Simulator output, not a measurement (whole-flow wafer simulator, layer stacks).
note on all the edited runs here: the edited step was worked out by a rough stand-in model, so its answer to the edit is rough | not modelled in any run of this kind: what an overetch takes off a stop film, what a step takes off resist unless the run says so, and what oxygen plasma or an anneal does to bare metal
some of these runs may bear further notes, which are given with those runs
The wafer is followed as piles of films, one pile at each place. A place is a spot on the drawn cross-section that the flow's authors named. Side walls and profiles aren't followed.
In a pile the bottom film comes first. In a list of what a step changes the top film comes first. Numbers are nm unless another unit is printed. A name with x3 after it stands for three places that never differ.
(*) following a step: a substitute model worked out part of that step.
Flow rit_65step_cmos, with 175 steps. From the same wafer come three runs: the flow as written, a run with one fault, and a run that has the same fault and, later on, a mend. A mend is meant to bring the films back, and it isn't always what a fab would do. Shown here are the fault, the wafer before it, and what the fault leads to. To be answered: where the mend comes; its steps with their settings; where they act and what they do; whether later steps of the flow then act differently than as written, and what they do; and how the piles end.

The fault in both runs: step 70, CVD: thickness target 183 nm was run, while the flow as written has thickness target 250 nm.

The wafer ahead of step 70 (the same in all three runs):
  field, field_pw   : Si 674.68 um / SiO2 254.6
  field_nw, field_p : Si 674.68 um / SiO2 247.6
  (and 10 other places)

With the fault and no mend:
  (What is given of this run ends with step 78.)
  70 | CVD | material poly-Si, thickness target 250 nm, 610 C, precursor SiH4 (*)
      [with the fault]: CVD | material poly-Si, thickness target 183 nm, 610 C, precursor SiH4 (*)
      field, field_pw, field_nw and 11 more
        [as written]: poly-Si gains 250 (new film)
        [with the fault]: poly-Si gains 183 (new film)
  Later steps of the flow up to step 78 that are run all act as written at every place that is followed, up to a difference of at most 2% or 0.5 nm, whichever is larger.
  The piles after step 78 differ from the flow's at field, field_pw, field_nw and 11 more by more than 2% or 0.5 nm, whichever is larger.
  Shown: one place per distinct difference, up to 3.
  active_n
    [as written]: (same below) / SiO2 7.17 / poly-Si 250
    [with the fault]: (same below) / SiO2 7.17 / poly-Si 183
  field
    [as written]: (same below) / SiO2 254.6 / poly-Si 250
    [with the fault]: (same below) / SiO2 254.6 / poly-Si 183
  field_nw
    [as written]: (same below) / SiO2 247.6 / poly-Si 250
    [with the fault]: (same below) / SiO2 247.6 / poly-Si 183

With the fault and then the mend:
  The mend follows step 71.
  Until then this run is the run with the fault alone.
  71a | CVD | material poly-Si, thickness target 67 nm, 610 C, 593 s, precursor SiH4 (*) (the flow's step 70, run once more with other settings)
      field, field_pw, field_nw and 11 more
        poly-Si gains 67
  Later steps of the flow that are run all act as written at every place that is followed.
  The piles end the same as the flow's at every place that both follow.
